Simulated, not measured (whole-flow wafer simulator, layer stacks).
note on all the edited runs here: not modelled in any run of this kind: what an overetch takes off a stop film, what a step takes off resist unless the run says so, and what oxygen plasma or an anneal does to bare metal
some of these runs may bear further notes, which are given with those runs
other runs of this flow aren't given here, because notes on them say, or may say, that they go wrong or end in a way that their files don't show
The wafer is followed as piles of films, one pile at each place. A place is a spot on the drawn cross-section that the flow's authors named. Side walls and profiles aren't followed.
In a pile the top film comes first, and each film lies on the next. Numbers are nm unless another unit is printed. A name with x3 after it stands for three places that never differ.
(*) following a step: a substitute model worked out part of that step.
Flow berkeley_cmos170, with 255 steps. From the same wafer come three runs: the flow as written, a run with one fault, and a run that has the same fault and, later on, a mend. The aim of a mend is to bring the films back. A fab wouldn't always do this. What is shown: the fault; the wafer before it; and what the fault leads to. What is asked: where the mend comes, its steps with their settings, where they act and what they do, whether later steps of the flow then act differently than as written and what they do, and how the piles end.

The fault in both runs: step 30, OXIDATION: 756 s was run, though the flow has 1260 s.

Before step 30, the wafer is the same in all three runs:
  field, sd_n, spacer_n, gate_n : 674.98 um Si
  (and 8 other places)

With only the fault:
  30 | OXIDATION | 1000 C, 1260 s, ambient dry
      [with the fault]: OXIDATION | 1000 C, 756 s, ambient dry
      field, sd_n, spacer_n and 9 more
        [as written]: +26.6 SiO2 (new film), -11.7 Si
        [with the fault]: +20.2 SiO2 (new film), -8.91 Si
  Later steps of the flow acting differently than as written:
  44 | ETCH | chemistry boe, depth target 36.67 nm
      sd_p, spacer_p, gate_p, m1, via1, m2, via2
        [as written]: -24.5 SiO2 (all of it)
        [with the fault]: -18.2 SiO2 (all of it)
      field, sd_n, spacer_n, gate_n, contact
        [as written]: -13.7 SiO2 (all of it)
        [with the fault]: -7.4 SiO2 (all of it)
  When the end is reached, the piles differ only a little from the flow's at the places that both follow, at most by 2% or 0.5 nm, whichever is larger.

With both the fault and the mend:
  The mend stands after step 30.
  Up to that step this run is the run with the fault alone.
  30a | OXIDATION | 1000 C, 504 s, ambient dry (*) (the flow's step 30 again, with other settings)
      field, sd_n, spacer_n and 9 more
        +6.3 SiO2, -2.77 Si
  None of the later steps of the flow acts differently than as written at any place that is followed.
  At every place that both follow, the piles at the end match the flow's.
